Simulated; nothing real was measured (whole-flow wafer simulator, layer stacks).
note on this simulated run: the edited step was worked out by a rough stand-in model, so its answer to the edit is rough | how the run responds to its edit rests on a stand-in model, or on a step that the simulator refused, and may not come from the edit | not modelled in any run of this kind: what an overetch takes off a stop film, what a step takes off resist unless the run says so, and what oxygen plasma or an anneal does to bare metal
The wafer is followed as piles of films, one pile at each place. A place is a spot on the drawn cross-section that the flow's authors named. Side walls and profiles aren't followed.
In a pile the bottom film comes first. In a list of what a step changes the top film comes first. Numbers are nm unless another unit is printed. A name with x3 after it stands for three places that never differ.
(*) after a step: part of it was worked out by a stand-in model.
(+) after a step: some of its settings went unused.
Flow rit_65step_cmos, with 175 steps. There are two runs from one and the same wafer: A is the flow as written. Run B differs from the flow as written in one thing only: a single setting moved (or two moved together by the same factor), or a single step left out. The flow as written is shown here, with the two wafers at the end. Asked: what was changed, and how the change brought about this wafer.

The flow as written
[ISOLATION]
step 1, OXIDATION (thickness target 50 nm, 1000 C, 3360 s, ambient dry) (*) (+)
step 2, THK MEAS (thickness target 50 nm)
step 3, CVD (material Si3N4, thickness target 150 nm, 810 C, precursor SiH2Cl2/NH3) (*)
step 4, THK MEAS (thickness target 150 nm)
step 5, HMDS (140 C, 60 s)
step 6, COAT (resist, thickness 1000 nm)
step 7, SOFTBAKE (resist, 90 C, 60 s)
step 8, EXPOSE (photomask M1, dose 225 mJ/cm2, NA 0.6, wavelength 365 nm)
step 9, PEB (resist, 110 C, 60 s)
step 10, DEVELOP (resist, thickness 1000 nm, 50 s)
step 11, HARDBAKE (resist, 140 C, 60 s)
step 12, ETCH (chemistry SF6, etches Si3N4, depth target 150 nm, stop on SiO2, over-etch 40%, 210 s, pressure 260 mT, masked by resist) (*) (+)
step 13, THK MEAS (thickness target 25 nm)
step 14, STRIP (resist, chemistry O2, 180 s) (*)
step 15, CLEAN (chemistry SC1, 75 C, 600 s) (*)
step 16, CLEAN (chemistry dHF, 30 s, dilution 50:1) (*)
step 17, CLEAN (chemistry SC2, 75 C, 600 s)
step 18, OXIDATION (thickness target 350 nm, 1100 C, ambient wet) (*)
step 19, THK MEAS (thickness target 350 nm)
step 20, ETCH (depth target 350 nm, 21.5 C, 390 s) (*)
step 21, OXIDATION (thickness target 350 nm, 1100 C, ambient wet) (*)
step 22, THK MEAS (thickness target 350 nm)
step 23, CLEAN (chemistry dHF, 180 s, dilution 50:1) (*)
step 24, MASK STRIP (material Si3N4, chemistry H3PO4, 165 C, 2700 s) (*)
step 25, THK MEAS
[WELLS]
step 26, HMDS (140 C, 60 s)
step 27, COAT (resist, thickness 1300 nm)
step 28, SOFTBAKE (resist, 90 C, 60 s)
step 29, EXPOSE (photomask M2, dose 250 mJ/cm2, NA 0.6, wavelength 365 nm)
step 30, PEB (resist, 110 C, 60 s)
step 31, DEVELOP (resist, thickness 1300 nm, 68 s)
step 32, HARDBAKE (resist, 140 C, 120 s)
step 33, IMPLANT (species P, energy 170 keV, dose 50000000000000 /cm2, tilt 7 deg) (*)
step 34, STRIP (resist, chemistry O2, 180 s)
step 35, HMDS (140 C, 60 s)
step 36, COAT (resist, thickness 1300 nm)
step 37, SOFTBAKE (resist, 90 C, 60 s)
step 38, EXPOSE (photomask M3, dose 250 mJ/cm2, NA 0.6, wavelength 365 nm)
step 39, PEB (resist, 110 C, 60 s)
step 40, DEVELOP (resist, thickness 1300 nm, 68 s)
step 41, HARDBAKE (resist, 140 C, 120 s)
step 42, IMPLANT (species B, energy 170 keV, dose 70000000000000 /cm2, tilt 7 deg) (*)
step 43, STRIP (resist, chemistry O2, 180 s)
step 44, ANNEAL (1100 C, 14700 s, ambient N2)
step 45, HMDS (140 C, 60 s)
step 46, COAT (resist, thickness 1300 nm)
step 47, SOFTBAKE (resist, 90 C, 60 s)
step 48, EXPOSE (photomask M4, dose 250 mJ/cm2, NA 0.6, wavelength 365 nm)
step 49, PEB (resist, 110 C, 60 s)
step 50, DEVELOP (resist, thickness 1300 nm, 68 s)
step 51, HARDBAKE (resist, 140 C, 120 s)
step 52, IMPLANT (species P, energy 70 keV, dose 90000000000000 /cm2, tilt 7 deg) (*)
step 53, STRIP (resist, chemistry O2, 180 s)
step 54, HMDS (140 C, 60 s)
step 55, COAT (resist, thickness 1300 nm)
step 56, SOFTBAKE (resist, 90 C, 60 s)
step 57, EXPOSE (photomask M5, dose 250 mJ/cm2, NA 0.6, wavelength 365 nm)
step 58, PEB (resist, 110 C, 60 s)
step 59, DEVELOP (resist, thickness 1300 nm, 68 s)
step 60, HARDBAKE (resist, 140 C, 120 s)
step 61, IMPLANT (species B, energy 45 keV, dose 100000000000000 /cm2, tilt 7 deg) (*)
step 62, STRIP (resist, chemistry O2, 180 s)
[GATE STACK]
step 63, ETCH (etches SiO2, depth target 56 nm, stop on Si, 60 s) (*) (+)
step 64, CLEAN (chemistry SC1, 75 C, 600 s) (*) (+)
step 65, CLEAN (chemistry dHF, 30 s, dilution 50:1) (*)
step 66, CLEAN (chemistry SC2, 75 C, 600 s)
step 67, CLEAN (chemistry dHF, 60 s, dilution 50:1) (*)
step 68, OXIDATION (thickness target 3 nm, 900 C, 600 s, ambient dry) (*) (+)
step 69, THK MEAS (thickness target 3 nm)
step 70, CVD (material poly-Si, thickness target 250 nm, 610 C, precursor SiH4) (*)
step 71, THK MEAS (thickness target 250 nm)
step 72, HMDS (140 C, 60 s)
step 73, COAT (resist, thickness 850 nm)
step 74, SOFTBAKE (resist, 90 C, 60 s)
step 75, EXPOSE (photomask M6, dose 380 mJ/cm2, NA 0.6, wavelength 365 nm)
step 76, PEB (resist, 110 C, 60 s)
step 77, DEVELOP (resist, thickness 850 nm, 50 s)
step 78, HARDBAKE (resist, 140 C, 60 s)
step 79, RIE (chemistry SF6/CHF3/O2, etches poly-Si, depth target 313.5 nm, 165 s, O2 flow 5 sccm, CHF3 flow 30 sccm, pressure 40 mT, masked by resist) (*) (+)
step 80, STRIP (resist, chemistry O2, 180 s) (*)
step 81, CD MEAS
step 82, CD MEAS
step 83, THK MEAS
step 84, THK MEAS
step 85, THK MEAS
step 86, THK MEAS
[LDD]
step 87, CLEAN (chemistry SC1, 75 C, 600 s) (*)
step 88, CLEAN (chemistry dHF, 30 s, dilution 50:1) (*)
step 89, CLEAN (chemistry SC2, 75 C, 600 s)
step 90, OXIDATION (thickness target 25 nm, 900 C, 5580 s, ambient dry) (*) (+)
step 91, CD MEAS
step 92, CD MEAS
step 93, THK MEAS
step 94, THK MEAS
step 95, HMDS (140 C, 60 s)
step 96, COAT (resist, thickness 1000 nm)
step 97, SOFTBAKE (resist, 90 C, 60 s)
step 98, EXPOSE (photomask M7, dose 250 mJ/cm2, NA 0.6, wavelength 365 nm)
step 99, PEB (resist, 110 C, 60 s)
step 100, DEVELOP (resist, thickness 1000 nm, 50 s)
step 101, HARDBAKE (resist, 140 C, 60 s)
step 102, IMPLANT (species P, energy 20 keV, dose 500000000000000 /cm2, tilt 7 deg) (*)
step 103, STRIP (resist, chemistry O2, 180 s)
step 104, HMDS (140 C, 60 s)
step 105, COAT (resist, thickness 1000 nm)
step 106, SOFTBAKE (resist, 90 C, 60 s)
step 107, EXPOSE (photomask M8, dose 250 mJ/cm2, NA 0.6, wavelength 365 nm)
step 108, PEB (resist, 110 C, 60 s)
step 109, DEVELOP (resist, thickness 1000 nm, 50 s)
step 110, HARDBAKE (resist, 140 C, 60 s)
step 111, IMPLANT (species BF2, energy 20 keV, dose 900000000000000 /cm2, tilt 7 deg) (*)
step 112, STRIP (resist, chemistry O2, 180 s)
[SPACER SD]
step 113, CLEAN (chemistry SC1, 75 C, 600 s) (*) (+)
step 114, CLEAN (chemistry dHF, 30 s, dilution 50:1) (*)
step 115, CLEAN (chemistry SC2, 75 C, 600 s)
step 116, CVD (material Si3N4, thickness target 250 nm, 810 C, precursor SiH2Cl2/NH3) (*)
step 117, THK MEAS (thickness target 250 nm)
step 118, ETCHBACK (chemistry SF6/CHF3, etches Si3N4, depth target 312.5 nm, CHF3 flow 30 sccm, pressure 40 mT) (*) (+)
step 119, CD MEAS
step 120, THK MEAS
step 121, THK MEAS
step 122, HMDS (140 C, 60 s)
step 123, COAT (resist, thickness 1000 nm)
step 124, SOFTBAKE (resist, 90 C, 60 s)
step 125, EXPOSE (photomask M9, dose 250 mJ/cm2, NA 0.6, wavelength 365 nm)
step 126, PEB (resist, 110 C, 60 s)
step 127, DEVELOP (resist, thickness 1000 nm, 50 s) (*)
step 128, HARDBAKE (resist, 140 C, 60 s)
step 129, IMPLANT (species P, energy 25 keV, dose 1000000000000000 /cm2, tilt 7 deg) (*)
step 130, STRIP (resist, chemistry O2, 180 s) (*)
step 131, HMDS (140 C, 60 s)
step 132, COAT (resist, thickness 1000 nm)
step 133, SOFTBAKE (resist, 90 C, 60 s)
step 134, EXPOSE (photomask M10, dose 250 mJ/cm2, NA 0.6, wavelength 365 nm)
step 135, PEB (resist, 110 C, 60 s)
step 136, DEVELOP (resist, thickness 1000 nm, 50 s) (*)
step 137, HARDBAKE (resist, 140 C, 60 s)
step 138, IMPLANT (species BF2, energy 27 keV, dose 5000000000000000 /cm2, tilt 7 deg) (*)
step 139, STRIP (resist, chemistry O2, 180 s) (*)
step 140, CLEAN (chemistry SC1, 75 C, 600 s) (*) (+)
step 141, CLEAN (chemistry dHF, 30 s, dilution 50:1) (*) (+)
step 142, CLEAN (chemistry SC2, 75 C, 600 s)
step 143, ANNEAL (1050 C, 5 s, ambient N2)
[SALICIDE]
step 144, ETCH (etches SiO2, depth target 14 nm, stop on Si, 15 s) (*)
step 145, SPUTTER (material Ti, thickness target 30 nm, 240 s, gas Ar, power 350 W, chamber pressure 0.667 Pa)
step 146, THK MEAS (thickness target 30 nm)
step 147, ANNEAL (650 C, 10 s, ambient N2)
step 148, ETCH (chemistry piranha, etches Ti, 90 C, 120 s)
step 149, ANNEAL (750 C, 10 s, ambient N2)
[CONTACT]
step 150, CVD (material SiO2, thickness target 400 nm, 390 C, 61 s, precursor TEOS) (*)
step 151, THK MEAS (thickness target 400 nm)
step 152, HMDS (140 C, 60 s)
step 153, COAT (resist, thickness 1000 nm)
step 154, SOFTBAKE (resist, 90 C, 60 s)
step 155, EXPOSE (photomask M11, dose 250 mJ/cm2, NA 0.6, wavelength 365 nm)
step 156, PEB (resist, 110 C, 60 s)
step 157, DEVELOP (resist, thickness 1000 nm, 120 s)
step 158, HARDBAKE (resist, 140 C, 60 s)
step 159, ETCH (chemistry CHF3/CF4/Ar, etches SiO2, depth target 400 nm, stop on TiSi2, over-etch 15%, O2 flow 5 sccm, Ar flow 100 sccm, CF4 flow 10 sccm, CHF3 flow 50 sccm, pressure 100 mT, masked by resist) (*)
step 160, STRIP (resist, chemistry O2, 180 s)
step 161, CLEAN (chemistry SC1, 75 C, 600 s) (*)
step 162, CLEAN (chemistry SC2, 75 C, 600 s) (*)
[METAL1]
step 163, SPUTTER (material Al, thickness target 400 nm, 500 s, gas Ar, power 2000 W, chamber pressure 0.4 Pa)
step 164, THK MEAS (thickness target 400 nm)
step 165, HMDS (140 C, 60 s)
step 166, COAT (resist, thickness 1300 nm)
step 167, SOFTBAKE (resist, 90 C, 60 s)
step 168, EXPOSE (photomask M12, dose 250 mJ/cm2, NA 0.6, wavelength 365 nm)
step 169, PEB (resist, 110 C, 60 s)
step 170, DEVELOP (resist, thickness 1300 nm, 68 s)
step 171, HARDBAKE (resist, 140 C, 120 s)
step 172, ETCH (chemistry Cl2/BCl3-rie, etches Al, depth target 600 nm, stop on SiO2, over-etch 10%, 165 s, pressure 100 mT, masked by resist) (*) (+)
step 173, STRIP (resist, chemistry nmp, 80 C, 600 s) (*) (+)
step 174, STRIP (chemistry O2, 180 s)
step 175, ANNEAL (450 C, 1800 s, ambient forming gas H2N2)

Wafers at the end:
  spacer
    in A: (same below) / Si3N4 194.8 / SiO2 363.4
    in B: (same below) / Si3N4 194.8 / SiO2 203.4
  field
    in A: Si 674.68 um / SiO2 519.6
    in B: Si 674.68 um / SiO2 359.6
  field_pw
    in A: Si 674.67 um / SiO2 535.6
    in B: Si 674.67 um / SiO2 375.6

Cause: step 150, CVD: thickness target 240 nm was run, while the flow as written has thickness target 400 nm.

How this came from the change, step by step:
  step 150, CVD (material SiO2, thickness target 400 nm, 390 C, 61 s, precursor TEOS) (*)
      field, field_pw, field_nw, field_p: A +400 SiO2 | B +240 SiO2
      spacer, spacer_p: A +400 SiO2 (new film) | B +240 SiO2 (new film)
      (as well as at 2 more places)
  step 159, ETCH (chemistry CHF3/CF4/Ar, etches SiO2, depth target 400 nm, stop on TiSi2, over-etch 15%, O2 flow 5 sccm, Ar flow 100 sccm, CF4 flow 10 sccm, CHF3 flow 50 sccm, pressure 100 mT, masked by resist) (*)
      field, field_pw, field_nw, field_p, gate_n, gate_p, spacer, spacer_p: A -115 resist | B -69 resist
  step 160, STRIP (resist, chemistry O2, 180 s)
      field: A -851 resist (all of it) | B -895.4 resist (all of it)
      field_pw: A -820.1 resist (all of it) | B -865.1 resist (all of it)
      (as well as at 6 more places)
  step 163, SPUTTER (material Al, thickness target 400 nm, 500 s, gas Ar, power 2000 W, chamber pressure 0.4 Pa)
      gate_n, gate_p: A +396 Al (new film) | B +371.1 Al (new film)
  step 166, COAT (resist, thickness 1300 nm)
      gate_n: A +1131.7 resist (new film) | B +1161.6 resist (new film)
      gate_p: A +1135.6 resist (new film) | B +1164 resist (new film)
  step 169, PEB (resist, 110 C, 60 s)
      gate_n: A -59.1 resist | B -60.8 resist
      gate_p: A -59.3 resist | B -60.9 resist
  step 170, DEVELOP (resist, thickness 1300 nm, 68 s)
      gate_n: A -1072.6 resist (all of it) | B -1100.8 resist (all of it)
      gate_p: A -1076.3 resist (all of it) | B -1103.1 resist (all of it)
  step 172, ETCH (chemistry Cl2/BCl3-rie, etches Al, depth target 600 nm, stop on SiO2, over-etch 10%, 165 s, pressure 100 mT, masked by resist) (*) (+)
      gate_n, gate_p: A -396 Al (all of it), -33 SiO2 | B -371.1 Al (all of it), -36.1 SiO2
